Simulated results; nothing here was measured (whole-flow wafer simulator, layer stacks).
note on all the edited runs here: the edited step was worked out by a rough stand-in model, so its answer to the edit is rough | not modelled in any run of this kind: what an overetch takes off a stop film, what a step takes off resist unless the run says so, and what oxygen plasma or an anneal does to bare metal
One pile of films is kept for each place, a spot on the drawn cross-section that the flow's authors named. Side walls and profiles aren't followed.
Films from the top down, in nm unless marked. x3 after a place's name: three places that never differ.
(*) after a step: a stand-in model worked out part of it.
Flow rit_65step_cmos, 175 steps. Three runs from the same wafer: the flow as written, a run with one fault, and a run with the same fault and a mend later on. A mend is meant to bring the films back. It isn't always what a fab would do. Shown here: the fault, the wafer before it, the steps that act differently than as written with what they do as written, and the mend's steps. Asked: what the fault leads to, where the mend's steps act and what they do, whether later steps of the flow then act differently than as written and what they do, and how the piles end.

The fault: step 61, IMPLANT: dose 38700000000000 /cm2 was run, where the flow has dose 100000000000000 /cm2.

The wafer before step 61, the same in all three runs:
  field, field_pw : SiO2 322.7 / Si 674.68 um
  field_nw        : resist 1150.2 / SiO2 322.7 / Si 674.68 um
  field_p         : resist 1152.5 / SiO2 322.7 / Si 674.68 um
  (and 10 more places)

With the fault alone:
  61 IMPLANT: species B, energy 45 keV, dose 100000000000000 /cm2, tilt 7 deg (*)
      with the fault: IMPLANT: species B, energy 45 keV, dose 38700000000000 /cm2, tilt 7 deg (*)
      does what it does as written at every place that is followed
  Later steps of the flow that act differently than as written (31 more steps differ only slightly, by at most 2% or 0.5 nm, whichever is larger, and aren't shown):
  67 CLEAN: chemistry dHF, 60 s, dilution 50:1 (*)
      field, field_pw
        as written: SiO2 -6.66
        with the fault: SiO2 -5.99
  At the end the piles differ from the flow's only slightly at the places that both follow, by at most 2% or 0.5 nm, whichever is larger.

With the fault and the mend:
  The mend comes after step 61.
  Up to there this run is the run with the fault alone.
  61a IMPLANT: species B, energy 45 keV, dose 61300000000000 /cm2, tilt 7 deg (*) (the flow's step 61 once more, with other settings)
      changes no film at any place that is followed
  No later step of the flow acts differently than as written at any place that is followed.
  At the end the piles are the same as the flow's at every place that both follow.
